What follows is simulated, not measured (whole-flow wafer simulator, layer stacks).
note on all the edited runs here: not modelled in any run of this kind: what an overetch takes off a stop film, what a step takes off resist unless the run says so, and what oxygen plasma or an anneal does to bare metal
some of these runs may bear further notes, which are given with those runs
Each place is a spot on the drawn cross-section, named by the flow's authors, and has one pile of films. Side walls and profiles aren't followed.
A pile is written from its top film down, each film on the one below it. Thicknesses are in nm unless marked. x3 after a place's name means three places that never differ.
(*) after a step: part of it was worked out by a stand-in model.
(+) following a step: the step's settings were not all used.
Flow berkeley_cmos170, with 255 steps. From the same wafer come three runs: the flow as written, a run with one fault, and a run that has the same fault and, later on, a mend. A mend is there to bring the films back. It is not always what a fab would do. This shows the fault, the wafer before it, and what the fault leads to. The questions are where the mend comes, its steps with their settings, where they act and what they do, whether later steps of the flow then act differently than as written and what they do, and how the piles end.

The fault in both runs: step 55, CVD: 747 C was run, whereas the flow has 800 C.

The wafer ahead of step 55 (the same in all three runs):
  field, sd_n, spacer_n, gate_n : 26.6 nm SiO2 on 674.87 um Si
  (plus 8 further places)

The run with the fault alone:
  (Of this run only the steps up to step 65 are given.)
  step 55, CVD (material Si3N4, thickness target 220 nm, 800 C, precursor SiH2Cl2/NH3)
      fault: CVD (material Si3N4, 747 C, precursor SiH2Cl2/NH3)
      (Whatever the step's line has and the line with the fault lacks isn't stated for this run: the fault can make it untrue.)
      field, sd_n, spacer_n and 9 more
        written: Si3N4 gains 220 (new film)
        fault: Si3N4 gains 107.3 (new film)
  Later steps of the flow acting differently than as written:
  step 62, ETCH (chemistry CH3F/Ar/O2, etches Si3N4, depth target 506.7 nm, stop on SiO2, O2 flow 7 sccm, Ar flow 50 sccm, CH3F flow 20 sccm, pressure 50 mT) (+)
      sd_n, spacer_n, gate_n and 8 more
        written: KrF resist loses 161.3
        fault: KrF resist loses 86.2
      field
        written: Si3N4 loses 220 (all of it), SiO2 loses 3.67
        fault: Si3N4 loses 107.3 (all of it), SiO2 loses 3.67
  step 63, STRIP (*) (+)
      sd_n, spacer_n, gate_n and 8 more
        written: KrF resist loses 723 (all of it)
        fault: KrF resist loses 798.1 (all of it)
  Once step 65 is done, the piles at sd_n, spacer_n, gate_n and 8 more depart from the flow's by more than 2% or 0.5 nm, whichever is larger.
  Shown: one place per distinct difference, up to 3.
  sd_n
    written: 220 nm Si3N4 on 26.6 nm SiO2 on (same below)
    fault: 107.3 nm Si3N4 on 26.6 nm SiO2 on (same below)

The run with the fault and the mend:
  After step 55 comes the mend.
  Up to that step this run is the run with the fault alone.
  step 55a, CVD (material Si3N4, thickness target 113 nm, 800 C, precursor SiH2Cl2/NH3) (the flow's step 55 again, with other settings)
      field, sd_n, spacer_n and 9 more
        Si3N4 gains 113
  Every later step of the flow that is run acts as written, at every place that is followed, to within 2% or 0.5 nm, whichever is larger.
  When the end is reached, the piles differ only a little from the flow's at the places that both follow, at most by 2% or 0.5 nm, whichever is larger.
